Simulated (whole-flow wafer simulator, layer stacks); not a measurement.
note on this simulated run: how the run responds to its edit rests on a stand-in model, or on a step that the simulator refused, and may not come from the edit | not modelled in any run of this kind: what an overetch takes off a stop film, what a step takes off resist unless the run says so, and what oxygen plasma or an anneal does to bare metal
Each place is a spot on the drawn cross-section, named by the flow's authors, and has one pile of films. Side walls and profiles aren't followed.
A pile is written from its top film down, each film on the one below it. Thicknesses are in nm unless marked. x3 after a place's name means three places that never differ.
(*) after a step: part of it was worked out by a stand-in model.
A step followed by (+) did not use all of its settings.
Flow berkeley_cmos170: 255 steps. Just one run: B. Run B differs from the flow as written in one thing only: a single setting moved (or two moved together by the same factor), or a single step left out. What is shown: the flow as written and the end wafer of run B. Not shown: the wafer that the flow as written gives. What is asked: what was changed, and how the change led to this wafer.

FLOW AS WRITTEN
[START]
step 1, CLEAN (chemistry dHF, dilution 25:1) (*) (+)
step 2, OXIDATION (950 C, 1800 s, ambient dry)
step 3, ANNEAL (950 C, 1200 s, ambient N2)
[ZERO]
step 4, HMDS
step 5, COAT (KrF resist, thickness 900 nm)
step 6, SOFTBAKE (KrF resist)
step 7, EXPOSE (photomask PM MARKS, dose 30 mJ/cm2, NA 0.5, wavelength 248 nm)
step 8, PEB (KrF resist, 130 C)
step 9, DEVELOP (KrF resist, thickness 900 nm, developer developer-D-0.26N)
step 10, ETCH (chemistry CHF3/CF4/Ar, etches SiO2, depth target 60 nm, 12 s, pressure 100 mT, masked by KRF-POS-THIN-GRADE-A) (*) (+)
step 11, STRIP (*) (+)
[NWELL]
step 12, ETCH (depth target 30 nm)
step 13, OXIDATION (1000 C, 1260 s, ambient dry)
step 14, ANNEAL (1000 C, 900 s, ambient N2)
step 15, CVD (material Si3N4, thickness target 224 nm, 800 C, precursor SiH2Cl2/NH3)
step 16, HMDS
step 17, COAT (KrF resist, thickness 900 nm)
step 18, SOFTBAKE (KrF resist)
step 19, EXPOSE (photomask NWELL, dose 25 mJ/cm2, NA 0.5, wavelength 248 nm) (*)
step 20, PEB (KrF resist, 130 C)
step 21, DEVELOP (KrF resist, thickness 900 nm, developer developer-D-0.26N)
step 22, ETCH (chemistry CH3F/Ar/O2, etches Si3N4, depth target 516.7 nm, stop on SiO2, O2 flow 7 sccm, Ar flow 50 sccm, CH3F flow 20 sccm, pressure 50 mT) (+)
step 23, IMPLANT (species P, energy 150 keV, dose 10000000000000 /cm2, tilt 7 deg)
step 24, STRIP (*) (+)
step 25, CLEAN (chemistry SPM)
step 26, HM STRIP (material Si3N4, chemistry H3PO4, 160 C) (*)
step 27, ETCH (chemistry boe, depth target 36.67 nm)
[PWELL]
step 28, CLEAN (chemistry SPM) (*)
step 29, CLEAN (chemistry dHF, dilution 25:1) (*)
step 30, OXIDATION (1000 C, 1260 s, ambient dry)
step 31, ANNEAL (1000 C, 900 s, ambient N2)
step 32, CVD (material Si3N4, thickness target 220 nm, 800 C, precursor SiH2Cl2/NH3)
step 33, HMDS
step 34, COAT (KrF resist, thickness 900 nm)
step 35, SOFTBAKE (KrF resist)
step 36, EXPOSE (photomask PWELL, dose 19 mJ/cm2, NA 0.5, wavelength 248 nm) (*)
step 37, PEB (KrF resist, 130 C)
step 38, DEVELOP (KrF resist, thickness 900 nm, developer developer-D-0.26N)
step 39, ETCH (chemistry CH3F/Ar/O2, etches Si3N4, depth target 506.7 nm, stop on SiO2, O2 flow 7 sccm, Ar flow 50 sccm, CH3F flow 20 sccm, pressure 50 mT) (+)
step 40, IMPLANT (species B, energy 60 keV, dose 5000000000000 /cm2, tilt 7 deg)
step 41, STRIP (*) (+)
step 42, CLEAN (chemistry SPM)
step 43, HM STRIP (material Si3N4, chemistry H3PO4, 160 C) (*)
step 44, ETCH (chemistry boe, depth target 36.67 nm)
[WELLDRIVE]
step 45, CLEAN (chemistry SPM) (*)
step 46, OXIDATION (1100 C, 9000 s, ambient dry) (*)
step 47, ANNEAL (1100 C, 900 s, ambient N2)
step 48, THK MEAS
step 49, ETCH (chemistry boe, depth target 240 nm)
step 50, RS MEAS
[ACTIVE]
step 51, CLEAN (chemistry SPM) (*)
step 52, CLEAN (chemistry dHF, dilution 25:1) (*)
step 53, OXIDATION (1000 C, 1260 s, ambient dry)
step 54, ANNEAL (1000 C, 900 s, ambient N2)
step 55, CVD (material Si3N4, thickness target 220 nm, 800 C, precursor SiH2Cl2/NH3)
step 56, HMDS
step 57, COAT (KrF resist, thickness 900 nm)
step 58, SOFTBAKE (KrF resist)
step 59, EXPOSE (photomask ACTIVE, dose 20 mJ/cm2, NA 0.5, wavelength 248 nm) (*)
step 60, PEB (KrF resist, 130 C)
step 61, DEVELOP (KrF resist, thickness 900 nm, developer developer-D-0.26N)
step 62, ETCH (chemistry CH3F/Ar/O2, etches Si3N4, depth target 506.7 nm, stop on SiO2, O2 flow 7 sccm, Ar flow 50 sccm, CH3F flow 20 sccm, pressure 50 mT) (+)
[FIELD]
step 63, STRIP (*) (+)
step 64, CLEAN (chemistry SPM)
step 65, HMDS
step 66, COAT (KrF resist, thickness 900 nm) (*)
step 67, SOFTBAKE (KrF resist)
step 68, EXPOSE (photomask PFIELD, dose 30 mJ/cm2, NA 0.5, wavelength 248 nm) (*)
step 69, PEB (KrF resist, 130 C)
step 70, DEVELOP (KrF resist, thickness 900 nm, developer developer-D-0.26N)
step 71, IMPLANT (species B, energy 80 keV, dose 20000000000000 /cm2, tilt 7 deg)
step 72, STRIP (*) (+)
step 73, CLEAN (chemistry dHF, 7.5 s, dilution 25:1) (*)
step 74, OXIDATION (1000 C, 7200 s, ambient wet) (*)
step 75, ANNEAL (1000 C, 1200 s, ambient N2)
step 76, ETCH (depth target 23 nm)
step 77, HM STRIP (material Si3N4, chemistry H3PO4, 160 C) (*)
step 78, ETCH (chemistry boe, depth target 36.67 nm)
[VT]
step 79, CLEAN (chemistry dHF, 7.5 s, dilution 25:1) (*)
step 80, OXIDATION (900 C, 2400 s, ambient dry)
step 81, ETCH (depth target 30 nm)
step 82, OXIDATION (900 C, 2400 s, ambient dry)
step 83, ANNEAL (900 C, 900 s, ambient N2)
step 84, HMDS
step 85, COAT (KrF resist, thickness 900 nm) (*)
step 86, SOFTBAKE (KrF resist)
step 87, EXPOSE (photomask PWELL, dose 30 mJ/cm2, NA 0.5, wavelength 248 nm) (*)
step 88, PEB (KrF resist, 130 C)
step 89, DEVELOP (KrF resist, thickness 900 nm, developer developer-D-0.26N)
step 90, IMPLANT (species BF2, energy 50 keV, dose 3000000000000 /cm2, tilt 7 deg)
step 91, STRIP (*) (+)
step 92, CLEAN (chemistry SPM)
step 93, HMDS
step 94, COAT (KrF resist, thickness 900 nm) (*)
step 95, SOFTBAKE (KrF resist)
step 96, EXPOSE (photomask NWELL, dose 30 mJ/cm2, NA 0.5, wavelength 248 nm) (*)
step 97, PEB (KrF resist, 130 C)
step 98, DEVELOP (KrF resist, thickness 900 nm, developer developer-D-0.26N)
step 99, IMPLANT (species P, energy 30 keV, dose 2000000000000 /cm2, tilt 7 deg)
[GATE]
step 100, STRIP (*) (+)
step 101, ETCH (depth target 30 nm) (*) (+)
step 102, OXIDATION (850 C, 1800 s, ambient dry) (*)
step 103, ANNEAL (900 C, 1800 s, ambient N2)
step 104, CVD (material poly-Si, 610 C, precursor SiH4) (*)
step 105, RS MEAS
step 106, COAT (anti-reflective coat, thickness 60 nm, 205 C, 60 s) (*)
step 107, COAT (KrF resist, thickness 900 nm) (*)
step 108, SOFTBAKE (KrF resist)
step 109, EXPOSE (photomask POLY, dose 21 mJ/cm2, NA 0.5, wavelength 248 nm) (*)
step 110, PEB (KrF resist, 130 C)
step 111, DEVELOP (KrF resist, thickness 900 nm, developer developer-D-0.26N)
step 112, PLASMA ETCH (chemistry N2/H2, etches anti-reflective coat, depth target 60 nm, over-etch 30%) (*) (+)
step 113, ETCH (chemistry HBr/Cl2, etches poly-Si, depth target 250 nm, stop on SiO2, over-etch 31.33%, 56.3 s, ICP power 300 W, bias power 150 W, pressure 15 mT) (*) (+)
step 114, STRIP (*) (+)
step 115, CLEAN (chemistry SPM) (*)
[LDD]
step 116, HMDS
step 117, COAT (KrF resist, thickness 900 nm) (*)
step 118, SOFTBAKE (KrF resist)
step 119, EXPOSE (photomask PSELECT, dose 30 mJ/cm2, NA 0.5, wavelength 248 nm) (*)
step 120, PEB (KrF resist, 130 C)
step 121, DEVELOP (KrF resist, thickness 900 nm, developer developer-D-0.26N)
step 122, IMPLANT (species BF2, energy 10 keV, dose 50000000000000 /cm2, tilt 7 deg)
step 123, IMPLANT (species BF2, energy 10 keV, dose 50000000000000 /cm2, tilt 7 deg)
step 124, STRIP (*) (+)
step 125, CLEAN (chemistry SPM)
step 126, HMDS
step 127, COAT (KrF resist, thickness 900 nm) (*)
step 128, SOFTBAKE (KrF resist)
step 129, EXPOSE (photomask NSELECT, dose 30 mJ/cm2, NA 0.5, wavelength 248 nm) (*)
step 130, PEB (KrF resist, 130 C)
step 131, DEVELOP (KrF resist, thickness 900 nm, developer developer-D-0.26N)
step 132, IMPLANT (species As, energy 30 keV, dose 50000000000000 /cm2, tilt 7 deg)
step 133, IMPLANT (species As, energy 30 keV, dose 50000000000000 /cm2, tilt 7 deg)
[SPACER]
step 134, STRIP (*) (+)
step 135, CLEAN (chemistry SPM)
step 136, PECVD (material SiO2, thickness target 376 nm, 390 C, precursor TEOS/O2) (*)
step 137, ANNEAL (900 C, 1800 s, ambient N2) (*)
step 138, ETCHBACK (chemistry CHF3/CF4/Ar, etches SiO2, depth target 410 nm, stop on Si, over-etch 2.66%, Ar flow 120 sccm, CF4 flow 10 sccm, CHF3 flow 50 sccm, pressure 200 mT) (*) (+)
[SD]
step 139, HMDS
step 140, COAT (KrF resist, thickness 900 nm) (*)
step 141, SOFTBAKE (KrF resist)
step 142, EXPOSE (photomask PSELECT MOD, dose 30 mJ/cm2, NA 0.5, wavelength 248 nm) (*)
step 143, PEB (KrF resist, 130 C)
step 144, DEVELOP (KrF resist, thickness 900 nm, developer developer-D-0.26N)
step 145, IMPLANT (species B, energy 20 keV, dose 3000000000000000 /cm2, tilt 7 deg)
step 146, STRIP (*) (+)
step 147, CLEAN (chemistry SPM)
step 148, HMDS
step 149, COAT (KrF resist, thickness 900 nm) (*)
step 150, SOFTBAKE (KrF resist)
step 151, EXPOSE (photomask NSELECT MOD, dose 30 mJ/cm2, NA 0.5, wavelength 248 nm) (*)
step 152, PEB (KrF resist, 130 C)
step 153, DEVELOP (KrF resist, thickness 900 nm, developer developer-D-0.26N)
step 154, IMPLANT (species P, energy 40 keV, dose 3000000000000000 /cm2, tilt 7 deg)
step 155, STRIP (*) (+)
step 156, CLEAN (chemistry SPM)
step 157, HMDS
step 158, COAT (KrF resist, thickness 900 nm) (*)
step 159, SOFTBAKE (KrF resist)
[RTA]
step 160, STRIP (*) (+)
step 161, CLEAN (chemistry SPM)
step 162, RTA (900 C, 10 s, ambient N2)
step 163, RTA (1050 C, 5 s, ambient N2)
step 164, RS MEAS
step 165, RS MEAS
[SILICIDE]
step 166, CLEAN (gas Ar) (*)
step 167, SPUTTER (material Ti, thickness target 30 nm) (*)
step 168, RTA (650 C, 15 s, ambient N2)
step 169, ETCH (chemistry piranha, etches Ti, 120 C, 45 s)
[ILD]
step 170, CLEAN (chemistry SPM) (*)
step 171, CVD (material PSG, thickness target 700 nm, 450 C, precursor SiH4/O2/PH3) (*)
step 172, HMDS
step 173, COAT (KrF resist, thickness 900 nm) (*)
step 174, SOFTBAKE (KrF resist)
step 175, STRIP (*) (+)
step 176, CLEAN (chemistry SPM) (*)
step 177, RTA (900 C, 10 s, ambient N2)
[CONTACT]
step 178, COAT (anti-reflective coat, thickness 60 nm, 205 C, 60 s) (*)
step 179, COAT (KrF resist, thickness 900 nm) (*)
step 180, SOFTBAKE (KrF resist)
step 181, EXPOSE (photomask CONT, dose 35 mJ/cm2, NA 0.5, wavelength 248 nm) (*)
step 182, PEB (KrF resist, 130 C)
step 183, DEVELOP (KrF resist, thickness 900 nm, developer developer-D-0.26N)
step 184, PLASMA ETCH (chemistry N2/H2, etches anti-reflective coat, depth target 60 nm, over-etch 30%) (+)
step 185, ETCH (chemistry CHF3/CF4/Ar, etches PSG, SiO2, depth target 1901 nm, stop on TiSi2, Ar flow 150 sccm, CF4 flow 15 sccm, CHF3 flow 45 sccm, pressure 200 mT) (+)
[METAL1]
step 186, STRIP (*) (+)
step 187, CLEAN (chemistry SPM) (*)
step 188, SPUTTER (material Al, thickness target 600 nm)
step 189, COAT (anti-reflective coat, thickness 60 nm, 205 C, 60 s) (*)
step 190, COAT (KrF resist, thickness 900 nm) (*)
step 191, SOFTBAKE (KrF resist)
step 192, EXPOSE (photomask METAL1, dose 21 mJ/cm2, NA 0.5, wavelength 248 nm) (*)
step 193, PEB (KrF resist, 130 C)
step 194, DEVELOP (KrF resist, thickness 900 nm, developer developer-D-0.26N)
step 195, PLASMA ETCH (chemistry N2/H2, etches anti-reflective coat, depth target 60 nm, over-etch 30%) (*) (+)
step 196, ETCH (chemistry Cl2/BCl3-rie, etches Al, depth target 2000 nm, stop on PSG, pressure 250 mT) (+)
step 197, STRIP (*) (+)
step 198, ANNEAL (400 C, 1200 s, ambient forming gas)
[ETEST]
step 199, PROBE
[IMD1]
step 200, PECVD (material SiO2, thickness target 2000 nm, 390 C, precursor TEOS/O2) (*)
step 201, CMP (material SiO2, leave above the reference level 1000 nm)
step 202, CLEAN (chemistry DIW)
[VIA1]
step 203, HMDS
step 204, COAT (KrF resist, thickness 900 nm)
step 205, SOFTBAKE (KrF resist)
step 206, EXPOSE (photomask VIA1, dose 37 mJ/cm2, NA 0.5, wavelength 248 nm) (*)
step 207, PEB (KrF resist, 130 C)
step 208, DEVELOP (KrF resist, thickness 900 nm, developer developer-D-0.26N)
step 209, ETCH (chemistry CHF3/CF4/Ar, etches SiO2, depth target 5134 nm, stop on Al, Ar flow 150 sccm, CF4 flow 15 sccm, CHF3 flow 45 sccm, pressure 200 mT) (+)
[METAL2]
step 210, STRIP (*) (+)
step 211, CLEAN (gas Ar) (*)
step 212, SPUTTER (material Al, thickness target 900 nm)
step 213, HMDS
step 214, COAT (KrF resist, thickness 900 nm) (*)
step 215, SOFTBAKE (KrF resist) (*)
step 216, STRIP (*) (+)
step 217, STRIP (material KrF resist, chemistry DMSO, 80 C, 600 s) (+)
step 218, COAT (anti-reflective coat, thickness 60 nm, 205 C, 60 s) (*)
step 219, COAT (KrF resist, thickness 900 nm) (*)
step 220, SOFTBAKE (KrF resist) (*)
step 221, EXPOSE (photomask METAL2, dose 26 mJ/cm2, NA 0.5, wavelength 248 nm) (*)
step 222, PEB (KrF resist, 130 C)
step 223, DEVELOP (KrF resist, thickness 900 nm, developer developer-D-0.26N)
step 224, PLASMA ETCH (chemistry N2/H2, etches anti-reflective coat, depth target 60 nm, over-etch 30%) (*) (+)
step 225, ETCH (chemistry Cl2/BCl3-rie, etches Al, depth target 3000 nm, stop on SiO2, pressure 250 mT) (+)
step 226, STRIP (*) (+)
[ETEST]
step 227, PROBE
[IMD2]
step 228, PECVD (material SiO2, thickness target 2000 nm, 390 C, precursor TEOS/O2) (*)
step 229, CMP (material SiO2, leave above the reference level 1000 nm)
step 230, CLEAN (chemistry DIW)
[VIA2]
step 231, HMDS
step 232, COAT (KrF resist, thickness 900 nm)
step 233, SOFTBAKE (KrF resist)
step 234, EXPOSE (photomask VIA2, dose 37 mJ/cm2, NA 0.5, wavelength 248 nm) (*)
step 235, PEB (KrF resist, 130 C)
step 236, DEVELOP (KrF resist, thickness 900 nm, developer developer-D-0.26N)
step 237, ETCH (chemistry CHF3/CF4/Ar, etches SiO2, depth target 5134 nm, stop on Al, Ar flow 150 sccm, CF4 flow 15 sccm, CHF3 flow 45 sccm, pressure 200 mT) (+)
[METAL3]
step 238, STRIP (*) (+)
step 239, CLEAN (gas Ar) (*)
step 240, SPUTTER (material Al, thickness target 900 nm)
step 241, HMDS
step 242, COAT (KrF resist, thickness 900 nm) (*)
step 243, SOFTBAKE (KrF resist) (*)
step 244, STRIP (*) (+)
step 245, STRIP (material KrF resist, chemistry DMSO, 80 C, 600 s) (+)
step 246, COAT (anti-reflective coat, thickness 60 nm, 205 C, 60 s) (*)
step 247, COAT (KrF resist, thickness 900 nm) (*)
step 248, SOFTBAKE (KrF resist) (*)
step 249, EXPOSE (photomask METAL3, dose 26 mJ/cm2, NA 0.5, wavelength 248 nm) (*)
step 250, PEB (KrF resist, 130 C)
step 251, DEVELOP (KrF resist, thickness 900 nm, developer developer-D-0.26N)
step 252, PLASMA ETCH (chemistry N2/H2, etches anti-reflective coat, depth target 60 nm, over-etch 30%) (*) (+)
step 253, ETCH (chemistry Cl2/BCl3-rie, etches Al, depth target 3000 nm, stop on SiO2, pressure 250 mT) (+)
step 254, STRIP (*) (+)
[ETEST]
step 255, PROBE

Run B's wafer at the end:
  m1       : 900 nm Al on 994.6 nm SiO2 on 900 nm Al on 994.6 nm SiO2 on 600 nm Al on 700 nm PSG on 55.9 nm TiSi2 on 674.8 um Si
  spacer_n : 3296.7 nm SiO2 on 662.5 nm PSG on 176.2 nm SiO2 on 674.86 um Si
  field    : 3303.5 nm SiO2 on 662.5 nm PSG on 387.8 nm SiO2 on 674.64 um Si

What caused this: step 49, ETCH: depth target 168 nm was run, though the flow has depth target 240 nm.

How this came from the change, step by step:
  step 49, ETCH (chemistry boe, depth target 240 nm)
      field, sd_n, spacer_n and 9 more: SiO2 loses 168 (in the flow as written it would be: SiO2 loses 197.7 (all of it))
  step 51, CLEAN (chemistry SPM) (*)
      field, sd_n, spacer_n and 9 more: nothing (in the flow as written it would be: chemical SiO2 gains 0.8 (new film), Si loses 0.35)
  step 52, CLEAN (chemistry dHF, dilution 25:1) (*)
      field, sd_n, spacer_n and 9 more: nothing (in the flow as written it would be: chemical SiO2 loses 0.8 (all of it))
  step 53, OXIDATION (1000 C, 1260 s, ambient dry)
      field, sd_n, spacer_n and 9 more: SiO2 gains 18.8, Si loses 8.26 (in the flow as written it would be: SiO2 gains 26.6 (new film), Si loses 11.7)
  step 74, OXIDATION (1000 C, 7200 s, ambient wet) (*)
      sd_n, sd_p: SiO2 gains 12.1 (new film), Si3N4 loses 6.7, SiO2 gains 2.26, Si loses 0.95 (in the flow as written it would be: SiO2 gains 12.1 (new film), Si3N4 loses 6.7, SiO2 gains 0.07, Si loses 0.07)
      field: SiO2 gains 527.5, Si loses 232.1 (in the flow as written it would be: SiO2 gains 542, Si loses 238.5)
  step 78, ETCH (chemistry boe, depth target 36.67 nm)
      sd_n, spacer_n, gate_n and 8 more: SiO2 loses 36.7 (in the flow as written it would be: SiO2 loses 24.6 (all of it))
  step 79, CLEAN (chemistry dHF, 7.5 s, dilution 25:1) (*)
      sd_n, spacer_n, gate_n and 8 more: SiO2 loses 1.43 (in the flow as written it would be: nothing)
  step 80, OXIDATION (900 C, 2400 s, ambient dry)
      spacer_n, gate_n, spacer_p and 6 more: SiO2 gains 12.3, Si loses 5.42 (in the flow as written it would be: SiO2 gains 14.9 (new film), Si loses 6.57)
      sd_n, sd_p: SiO2 gains 11.8, Si loses 5.21 (in the flow as written it would be: SiO2 gains 14.9 (new film), Si loses 6.57)
  step 81, ETCH (depth target 30 nm)
      spacer_n, gate_n, spacer_p and 6 more: SiO2 loses 20.6 (all of it) (in the flow as written it would be: SiO2 loses 14.9 (all of it))
      sd_n, sd_p: SiO2 loses 22.4 (all of it) (in the flow as written it would be: SiO2 loses 14.9 (all of it))
  step 106, COAT (anti-reflective coat, thickness 60 nm, 205 C, 60 s) (*)
      field: anti-reflective coat gains 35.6 (new film) (in the flow as written it would be: anti-reflective coat gains 34.7 (new film))
      sd_n: anti-reflective coat gains 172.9 (new film) (in the flow as written it would be: anti-reflective coat gains 158.6 (new film))
      (also at 7 further places)
  step 112, PLASMA ETCH (chemistry N2/H2, etches anti-reflective coat, depth target 60 nm, over-etch 30%) (*) (+)
      field: anti-reflective coat loses 35.6 (all of it), poly-Si loses 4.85 (in the flow as written it would be: anti-reflective coat loses 34.7 (all of it), poly-Si loses 4.4)
      sd_n: anti-reflective coat loses 172.9 (all of it), poly-Si loses 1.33 (in the flow as written it would be: anti-reflective coat loses 158.6 (all of it), poly-Si loses 1.22)
      (also at 5 further places)
  step 114, STRIP (*) (+)
      gate_n: chemical SiO2 gains 0.8 (new film), KrF resist loses 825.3 (all of it), anti-reflective coat loses 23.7 (all of it), poly-Si loses 0.35 (in the flow as written it would be: chemical SiO2 gains 0.8 (new film), KrF resist loses 812.6 (all of it), anti-reflective coat loses 27.3 (all of it), poly-Si loses 0.35)
      gate_p: chemical SiO2 gains 0.8 (new film), KrF resist loses 788.9 (all of it), anti-reflective coat loses 27.6 (all of it), poly-Si loses 0.35 (in the flow as written it would be: chemical SiO2 gains 0.8 (new film), KrF resist loses 782.1 (all of it), anti-reflective coat loses 29.6 (all of it), poly-Si loses 0.35)
  step 178, COAT (anti-reflective coat, thickness 60 nm, 205 C, 60 s) (*)
      sd_n: anti-reflective coat gains 143.3 (new film) (in the flow as written it would be: anti-reflective coat gains 135.1 (new film))
      m2: anti-reflective coat gains 55 (new film) (in the flow as written it would be: anti-reflective coat gains 56.7 (new film))
  step 186, STRIP (*) (+)
      sd_n: KrF resist loses 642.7 (all of it), anti-reflective coat loses 143.3 (all of it) (in the flow as written it would be: KrF resist loses 643.8 (all of it), anti-reflective coat loses 135.1 (all of it))
      m2: KrF resist loses 693.7 (all of it), anti-reflective coat loses 55 (all of it) (in the flow as written it would be: KrF resist loses 689 (all of it), anti-reflective coat loses 56.7 (all of it))
  step 189, COAT (anti-reflective coat, thickness 60 nm, 205 C, 60 s) (*)
      sd_p: anti-reflective coat gains 88.5 (new film) (in the flow as written it would be: anti-reflective coat gains 86.5 (new film))
      spacer_p: anti-reflective coat gains 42 (new film) (in the flow as written it would be: anti-reflective coat gains 41 (new film))
      (also at 1 further place)
  step 195, PLASMA ETCH (chemistry N2/H2, etches anti-reflective coat, depth target 60 nm, over-etch 30%) (*) (+)
      contact, m1, via1, m2, via2: KrF resist loses 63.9 (in the flow as written it would be: KrF resist loses 62.5)
      sd_p: anti-reflective coat loses 88.5 (all of it) (in the flow as written it would be: anti-reflective coat loses 86.5 (all of it))
      (also at 1 further place)
  ... and 1 more step ...
  step 201, CMP (material SiO2, leave above the reference level 1000 nm)
      field: SiO2 loses 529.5 (in the flow as written it would be: SiO2 loses 517)
